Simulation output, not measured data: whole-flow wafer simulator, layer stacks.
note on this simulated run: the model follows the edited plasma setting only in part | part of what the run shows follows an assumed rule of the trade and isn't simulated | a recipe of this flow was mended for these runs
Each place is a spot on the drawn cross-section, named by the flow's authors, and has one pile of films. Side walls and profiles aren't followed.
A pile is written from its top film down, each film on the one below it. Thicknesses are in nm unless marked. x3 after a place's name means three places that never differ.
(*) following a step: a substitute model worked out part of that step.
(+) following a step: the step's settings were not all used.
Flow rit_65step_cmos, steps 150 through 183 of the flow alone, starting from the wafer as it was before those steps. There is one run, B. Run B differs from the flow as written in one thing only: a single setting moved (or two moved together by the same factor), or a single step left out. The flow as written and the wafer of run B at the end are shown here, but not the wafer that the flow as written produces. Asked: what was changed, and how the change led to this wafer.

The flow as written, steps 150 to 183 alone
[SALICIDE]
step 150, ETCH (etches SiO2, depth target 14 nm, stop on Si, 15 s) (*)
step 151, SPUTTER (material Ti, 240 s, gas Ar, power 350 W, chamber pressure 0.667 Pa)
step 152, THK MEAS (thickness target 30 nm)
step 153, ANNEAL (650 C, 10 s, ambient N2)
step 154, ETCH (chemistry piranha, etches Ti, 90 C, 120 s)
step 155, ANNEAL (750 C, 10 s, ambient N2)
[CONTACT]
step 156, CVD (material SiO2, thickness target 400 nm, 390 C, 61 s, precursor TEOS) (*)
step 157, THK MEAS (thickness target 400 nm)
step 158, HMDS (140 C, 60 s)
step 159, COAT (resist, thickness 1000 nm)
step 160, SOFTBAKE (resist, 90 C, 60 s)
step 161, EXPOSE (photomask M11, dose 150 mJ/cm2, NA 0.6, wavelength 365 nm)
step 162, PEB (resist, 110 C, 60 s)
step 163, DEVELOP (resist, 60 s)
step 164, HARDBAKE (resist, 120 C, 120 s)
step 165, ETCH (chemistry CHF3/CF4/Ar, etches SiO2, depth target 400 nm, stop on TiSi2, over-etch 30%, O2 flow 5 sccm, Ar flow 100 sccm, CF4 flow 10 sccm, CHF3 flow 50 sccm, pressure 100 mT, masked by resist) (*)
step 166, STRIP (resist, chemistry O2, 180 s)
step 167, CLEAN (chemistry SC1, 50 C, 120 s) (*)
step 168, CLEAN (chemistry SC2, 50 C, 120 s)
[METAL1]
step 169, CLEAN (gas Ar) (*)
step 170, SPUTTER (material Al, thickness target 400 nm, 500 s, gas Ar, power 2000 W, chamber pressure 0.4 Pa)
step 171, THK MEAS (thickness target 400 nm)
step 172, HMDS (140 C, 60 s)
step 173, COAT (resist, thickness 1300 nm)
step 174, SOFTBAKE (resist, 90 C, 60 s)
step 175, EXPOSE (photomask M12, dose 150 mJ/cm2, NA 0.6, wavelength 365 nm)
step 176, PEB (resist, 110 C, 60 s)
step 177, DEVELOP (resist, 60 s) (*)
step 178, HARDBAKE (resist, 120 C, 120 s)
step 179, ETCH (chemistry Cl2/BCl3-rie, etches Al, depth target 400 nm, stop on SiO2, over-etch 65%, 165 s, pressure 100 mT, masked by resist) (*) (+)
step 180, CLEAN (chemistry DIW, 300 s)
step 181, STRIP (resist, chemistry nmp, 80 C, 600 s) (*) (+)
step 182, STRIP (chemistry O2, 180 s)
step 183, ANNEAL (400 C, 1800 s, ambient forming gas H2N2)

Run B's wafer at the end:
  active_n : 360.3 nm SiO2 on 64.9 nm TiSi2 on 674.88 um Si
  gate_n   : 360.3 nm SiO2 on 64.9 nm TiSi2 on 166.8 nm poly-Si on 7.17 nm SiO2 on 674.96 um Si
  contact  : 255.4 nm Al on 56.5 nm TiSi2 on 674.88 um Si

Cause: step 151, SPUTTER: power 406 W was run, though the flow has power 350 W.

How this came from the change, step by step:
  step 151, SPUTTER (material Ti, 240 s, gas Ar, power 350 W, chamber pressure 0.667 Pa)
      field, field_pw, field_nw and 11 more: Ti gains 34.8 (new film) (it would be, as written: Ti gains 30 (new film))
  step 153, ANNEAL (650 C, 10 s, ambient N2)
      active_n, active_p, sd_n, sd_p, contact, m1: Ti loses 27.1, TiSi first gains 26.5 (new film), TiSi2 C49 gains 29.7 (new film), Si loses 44 (it would be, as written: Ti loses 23.4, TiSi first gains 15 (new film), TiSi2 C49 gains 37.2 (new film), Si loses 43.1)
      gate_n, gate_p: Ti loses 27.1, TiSi first gains 26.5 (new film), TiSi2 C49 gains 29.7 (new film), poly-Si loses 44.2 (it would be, as written: Ti loses 23.4, TiSi first gains 15 (new film), TiSi2 C49 gains 37.2 (new film), poly-Si loses 43.3)
  step 154, ETCH (chemistry piranha, etches Ti, 90 C, 120 s)
      active_n, active_p, gate_n, gate_p, sd_n, sd_p, contact, m1: Ti loses 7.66 (all of it), TiSi first loses 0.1 (it would be, as written: Ti loses 6.6 (all of it), TiSi first loses 0.1)
      field, field_pw, field_nw, field_p, spacer, spacer_p: Ti loses 34.8 (all of it) (it would be, as written: Ti loses 30 (all of it))
  step 155, ANNEAL (750 C, 10 s, ambient N2)
      active_n, active_p, sd_n, sd_p, contact, m1: TiSi2 gains 64.9 (new film), TiSi first loses 26.4 (all of it), TiSi2 C49 loses 29.7 (all of it), Si loses 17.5 (it would be, as written: TiSi2 gains 55.9 (new film), TiSi first loses 14.9 (all of it), TiSi2 C49 loses 37.2 (all of it), Si loses 9.91)
      gate_n, gate_p: TiSi2 gains 64.9 (new film), TiSi first loses 26.4 (all of it), TiSi2 C49 loses 29.7 (all of it), poly-Si loses 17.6 (it would be, as written: TiSi2 gains 55.9 (new film), TiSi first loses 14.9 (all of it), TiSi2 C49 loses 37.2 (all of it), poly-Si loses 9.95)
